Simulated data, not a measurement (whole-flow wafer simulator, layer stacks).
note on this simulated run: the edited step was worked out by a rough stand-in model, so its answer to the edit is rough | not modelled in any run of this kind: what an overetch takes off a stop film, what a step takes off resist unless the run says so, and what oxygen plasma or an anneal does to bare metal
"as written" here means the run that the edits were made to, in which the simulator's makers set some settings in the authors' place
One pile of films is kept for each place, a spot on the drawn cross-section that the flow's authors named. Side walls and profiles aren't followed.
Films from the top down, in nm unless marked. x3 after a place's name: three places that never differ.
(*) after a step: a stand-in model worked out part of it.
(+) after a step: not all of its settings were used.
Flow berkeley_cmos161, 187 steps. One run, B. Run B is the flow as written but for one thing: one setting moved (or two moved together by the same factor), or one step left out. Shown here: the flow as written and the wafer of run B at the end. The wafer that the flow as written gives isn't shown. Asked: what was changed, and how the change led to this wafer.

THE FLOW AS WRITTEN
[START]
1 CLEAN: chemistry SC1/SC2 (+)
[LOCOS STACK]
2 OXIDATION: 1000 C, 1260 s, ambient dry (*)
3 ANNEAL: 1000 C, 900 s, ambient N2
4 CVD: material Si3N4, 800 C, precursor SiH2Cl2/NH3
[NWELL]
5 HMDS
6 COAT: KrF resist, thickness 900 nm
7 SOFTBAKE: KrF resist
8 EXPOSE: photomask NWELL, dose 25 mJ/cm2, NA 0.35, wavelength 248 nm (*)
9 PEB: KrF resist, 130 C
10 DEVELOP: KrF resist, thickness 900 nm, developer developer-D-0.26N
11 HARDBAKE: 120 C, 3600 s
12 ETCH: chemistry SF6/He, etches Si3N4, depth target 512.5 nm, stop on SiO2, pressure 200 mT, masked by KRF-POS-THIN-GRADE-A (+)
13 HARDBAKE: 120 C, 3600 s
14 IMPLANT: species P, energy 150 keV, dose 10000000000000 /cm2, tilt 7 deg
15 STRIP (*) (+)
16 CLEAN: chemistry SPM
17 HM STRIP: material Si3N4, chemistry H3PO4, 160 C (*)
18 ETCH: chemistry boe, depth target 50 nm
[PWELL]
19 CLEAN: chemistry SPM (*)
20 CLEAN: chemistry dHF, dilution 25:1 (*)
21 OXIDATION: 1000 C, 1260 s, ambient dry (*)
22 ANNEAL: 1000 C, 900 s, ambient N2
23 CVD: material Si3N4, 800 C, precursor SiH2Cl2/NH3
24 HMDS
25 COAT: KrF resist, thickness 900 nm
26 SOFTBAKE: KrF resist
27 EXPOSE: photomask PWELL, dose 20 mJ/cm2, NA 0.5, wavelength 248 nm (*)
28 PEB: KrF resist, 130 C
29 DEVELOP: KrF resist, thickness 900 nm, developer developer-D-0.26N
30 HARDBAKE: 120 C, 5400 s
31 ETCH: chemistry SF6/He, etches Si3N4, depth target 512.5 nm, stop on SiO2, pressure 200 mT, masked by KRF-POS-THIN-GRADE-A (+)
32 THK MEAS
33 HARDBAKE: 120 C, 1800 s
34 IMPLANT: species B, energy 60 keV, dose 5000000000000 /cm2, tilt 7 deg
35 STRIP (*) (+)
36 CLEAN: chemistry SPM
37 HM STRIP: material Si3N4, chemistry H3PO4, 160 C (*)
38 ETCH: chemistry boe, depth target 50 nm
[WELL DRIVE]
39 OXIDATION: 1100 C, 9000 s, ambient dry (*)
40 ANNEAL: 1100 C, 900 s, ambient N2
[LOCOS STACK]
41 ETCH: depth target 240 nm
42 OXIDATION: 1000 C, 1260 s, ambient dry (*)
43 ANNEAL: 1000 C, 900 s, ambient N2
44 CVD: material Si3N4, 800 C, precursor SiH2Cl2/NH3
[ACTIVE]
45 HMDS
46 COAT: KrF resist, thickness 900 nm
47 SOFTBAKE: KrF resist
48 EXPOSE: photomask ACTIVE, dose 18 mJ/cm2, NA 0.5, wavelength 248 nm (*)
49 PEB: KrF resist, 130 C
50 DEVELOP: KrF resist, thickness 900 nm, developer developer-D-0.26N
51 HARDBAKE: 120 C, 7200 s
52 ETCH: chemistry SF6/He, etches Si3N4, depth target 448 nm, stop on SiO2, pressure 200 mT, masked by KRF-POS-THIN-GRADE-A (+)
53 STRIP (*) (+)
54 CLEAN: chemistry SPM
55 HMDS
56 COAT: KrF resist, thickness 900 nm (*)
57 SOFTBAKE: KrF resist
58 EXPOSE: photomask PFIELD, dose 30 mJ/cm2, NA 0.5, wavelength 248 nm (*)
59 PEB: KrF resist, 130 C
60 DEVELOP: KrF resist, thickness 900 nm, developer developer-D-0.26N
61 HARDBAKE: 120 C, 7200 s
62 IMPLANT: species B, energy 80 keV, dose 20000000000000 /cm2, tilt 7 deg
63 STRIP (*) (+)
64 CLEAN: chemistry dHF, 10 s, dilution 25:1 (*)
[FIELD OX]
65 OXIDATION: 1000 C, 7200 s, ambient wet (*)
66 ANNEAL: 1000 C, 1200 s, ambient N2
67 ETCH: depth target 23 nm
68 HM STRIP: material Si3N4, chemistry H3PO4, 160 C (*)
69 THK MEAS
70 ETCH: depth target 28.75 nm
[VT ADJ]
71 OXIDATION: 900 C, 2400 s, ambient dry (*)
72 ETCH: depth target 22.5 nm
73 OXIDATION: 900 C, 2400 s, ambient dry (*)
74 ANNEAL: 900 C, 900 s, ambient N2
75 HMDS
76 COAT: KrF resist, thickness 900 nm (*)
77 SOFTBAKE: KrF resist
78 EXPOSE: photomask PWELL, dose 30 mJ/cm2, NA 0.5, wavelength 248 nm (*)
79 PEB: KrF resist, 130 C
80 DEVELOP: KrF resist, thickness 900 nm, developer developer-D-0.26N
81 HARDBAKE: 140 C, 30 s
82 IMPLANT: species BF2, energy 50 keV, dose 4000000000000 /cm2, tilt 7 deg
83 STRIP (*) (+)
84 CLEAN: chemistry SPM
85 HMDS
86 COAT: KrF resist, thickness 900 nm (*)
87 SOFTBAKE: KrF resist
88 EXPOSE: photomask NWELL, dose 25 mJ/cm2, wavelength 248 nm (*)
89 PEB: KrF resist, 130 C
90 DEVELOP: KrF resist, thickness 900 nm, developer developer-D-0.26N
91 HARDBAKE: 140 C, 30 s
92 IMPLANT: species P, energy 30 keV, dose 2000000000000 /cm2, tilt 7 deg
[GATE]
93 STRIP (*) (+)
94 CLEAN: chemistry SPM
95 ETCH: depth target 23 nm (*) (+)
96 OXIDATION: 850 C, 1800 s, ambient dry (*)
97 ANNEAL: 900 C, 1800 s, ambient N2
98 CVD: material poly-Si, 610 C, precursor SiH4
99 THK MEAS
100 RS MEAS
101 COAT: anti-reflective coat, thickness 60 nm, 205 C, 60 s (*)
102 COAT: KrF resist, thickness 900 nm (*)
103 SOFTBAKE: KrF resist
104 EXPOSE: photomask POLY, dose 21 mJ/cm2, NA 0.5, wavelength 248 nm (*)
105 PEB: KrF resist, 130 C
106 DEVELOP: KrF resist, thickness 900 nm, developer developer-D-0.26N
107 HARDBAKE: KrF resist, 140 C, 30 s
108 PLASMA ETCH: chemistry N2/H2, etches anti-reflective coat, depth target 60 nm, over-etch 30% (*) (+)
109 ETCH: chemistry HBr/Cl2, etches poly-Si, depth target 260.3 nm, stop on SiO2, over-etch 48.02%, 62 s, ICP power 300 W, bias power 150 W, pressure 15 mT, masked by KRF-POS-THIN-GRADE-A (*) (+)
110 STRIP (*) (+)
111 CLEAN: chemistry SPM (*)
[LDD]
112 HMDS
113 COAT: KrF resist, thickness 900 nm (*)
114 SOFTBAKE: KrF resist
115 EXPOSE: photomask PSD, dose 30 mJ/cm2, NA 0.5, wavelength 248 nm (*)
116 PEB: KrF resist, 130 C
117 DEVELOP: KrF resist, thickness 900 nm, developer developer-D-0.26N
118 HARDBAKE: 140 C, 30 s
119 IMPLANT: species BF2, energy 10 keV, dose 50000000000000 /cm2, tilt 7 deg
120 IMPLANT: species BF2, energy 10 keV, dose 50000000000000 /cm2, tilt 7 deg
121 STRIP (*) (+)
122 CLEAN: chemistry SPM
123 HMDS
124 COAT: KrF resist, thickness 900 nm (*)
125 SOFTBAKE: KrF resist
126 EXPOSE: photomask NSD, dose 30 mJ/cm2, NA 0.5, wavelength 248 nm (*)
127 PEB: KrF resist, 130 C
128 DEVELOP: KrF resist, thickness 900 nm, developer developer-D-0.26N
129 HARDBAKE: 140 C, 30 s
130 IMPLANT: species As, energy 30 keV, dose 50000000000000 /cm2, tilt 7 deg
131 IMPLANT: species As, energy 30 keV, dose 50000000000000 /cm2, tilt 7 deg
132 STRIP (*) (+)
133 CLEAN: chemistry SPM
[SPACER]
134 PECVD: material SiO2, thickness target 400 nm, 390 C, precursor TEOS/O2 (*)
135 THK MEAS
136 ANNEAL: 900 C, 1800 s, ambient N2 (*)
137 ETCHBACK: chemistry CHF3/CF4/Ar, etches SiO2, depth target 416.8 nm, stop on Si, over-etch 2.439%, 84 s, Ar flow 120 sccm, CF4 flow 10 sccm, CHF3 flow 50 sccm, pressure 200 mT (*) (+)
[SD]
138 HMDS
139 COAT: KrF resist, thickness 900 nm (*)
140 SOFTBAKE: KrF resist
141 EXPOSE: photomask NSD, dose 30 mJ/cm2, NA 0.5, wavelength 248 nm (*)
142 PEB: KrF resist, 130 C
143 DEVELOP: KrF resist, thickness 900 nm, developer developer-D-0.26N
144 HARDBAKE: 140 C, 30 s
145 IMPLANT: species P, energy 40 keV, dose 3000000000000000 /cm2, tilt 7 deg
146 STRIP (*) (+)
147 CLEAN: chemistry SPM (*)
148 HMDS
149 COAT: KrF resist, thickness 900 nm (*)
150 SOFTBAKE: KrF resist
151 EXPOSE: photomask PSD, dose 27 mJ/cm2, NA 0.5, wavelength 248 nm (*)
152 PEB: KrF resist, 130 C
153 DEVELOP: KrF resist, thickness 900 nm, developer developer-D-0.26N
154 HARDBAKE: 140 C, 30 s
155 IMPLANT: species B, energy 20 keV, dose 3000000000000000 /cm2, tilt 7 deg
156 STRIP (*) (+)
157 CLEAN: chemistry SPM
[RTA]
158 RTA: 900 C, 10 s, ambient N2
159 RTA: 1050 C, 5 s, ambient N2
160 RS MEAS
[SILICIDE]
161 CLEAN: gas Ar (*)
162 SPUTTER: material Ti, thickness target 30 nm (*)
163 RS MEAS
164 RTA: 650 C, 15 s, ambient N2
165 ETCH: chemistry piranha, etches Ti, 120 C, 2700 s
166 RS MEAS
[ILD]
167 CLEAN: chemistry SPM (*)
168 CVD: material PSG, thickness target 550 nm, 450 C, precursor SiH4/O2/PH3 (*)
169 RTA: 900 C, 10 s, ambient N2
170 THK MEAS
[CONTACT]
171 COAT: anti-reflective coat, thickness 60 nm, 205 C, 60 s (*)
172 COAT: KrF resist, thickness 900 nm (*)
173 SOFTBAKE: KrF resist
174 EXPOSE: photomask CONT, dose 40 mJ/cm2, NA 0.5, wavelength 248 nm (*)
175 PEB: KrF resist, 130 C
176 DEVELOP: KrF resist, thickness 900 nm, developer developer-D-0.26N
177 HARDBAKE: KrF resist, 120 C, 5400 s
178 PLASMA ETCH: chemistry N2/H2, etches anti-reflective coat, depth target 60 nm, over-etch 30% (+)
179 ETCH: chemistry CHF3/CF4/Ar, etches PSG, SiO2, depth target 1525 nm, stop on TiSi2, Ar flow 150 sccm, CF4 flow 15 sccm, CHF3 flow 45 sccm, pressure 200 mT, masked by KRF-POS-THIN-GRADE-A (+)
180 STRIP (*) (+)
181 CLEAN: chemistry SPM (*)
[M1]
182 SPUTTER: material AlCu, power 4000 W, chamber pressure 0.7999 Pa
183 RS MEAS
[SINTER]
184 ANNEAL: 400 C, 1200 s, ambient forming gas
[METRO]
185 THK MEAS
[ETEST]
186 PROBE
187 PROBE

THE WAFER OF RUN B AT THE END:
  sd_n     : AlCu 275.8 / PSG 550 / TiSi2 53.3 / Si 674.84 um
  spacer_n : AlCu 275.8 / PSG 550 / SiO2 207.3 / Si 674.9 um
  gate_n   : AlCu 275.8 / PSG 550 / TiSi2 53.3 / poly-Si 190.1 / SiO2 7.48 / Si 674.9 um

The cause: step 39, OXIDATION: 4050 s was run, where the flow has 9000 s.

How the change led to this, step by step:
  39 OXIDATION: 1100 C, 9000 s, ambient dry (*)
      field, sd_n, spacer_n and 6 more: SiO2 +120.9 (new film), Si -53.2 (as written it would be: SiO2 +197.6 (new film), Si -86.9)
  41 ETCH: depth target 240 nm
      field, sd_n, spacer_n and 6 more: SiO2 -120.9 (all of it) (as written it would be: SiO2 -197.6 (all of it))
